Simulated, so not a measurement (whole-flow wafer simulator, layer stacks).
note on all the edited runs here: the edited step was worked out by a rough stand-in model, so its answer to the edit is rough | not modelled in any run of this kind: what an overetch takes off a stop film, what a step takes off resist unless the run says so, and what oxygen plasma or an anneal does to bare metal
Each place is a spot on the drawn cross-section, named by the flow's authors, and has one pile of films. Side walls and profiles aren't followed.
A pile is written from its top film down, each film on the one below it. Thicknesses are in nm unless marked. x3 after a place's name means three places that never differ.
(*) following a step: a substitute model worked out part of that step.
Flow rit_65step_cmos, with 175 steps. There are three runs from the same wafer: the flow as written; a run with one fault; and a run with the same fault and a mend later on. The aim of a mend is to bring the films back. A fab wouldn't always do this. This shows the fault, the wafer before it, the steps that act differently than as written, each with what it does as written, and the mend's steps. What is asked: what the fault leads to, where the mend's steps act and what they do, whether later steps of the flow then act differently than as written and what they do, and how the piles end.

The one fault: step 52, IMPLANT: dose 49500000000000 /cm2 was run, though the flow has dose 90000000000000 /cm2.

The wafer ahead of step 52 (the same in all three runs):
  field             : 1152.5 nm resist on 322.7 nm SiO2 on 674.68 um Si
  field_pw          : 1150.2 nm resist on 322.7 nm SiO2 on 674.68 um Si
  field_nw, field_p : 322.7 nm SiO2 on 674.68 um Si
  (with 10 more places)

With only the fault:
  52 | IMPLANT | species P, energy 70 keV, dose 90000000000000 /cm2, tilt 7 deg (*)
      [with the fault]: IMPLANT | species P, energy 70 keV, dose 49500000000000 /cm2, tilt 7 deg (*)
      does the same as it does as written at each place that is followed
  Steps later in the flow that act otherwise than as written (not shown: 35 more steps that differ only slightly, by at most 2% or 0.5 nm, whichever is larger):
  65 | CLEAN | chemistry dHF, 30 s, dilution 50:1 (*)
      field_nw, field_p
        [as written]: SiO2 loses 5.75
        [with the fault]: SiO2 loses 4.58
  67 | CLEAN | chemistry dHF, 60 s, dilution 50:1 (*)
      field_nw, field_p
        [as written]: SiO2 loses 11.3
        [with the fault]: SiO2 loses 9.06
  When the end is reached, the piles differ only a little from the flow's at the places that both follow, at most by 2% or 0.5 nm, whichever is larger.

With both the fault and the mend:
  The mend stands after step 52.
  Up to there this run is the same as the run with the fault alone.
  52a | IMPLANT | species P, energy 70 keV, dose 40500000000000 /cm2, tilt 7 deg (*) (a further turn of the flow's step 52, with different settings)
      alters no film at any place that is followed
  Later steps of the flow that are run all act as written at every place that is followed.
  By the end, the piles equal the flow's at every place that both follow.
